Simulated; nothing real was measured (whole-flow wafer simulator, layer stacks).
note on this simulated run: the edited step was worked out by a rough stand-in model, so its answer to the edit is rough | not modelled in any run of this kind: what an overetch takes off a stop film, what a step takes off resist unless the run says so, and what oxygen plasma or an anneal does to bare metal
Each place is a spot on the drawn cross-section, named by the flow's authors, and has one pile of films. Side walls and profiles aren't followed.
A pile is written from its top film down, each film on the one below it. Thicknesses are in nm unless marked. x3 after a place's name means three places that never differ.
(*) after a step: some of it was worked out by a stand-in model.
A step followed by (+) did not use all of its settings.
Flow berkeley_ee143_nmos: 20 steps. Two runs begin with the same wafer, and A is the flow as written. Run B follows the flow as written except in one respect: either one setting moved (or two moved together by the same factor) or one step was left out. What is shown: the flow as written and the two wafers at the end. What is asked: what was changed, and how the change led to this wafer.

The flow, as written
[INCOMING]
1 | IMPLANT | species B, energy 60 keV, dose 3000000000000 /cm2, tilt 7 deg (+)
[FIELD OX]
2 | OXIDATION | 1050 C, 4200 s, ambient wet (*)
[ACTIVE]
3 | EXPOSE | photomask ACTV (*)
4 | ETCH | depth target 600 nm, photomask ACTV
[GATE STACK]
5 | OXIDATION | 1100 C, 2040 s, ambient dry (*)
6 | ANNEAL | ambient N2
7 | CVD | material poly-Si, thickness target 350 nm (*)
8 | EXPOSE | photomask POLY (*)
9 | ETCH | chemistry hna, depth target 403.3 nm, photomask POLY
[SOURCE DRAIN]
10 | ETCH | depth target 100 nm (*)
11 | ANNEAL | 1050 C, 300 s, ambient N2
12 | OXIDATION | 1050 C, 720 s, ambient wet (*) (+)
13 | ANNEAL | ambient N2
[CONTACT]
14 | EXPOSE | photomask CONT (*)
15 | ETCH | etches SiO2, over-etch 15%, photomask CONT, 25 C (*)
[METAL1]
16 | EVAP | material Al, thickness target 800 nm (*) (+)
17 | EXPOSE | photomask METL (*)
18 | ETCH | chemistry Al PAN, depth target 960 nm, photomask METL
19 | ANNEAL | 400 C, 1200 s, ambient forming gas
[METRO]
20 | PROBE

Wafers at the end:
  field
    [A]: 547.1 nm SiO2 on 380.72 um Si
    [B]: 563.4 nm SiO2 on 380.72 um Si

What caused this: step 10, ETCH: depth target 82 nm was run, while the flow as written has depth target 100 nm.

How this came from the change, step by step:
  10 | ETCH | depth target 100 nm (*)
      field: A SiO2 loses 100 | B SiO2 loses 82
  12 | OXIDATION | 1050 C, 720 s, ambient wet (*) (+)
      field: A SiO2 gains 69.1, Si loses 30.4 | B SiO2 gains 67.4, Si loses 29.6
